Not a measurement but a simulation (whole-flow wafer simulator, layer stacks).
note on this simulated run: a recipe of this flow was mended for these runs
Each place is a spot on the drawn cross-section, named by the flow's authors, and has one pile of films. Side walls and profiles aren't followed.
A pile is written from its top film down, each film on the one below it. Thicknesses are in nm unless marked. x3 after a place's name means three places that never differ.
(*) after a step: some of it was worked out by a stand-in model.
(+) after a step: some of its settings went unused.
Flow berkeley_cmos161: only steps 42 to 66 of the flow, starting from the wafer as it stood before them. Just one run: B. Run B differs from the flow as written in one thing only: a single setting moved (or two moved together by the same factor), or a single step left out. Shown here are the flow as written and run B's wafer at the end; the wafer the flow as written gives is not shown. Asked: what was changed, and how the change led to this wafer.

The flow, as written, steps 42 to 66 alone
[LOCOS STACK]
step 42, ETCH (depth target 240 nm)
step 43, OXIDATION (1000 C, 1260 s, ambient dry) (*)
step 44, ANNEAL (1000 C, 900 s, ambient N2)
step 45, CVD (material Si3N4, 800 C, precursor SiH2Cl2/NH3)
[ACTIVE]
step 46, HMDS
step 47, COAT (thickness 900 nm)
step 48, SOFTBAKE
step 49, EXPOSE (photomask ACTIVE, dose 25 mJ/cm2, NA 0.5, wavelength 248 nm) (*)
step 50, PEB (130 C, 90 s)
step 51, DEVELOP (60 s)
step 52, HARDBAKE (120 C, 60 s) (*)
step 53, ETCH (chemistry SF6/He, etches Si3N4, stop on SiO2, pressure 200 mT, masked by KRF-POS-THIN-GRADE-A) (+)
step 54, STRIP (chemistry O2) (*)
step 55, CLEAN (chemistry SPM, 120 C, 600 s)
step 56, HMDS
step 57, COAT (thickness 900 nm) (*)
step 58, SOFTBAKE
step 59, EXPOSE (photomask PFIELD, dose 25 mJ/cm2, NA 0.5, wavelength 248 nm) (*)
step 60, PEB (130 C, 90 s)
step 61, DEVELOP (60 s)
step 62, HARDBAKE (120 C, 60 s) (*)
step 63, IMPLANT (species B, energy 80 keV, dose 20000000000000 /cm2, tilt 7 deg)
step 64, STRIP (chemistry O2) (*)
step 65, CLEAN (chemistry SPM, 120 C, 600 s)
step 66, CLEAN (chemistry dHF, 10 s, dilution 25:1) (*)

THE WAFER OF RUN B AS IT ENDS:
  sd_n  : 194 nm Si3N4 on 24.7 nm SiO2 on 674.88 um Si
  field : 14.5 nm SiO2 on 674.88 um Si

Cause: step 43, OXIDATION: 1102 s was run, whereas the flow has 1260 s.

How this came from the change, step by step:
  step 43, OXIDATION (1000 C, 1260 s, ambient dry) (*)
      field, sd_n, spacer_n and 6 more: SiO2 gains 24.7 (new film), Si loses 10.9 (as written it would have been: SiO2 gains 26.6 (new film), Si loses 11.7)
